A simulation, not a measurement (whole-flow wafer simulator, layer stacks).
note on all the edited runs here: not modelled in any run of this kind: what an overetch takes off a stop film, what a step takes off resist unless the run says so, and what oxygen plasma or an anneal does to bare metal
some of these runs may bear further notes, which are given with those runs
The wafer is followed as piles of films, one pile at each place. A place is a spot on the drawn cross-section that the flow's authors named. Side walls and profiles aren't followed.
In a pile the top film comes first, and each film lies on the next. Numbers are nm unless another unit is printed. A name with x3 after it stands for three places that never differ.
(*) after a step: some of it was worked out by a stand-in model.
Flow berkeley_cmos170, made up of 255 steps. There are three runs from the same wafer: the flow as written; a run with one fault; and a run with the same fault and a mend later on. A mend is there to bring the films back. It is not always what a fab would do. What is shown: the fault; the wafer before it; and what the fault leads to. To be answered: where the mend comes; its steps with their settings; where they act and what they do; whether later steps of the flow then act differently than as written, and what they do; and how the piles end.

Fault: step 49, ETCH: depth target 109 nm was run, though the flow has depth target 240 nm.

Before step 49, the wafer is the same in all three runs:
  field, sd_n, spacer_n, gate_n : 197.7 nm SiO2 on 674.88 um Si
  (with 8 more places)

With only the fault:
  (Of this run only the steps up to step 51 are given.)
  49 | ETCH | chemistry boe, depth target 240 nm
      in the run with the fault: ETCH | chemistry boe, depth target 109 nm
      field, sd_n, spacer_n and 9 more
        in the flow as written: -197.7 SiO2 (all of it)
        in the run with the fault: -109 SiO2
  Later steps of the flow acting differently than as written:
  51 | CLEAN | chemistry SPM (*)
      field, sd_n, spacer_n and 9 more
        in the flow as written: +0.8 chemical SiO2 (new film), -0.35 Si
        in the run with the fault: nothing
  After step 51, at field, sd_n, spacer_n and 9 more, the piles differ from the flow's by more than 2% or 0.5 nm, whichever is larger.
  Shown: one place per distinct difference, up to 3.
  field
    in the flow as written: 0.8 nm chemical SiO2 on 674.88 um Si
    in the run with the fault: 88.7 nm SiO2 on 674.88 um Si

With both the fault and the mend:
  The mend stands after step 50.
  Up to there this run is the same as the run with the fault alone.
  50a | ETCH | chemistry boe, depth target 131 nm (a further turn of the flow's step 49, with different settings)
      field, sd_n, spacer_n and 9 more
        -88.7 SiO2 (all of it)
  None of the later steps of the flow acts differently than as written at any place that is followed.
  At every place that both follow, the piles at the end match the flow's.
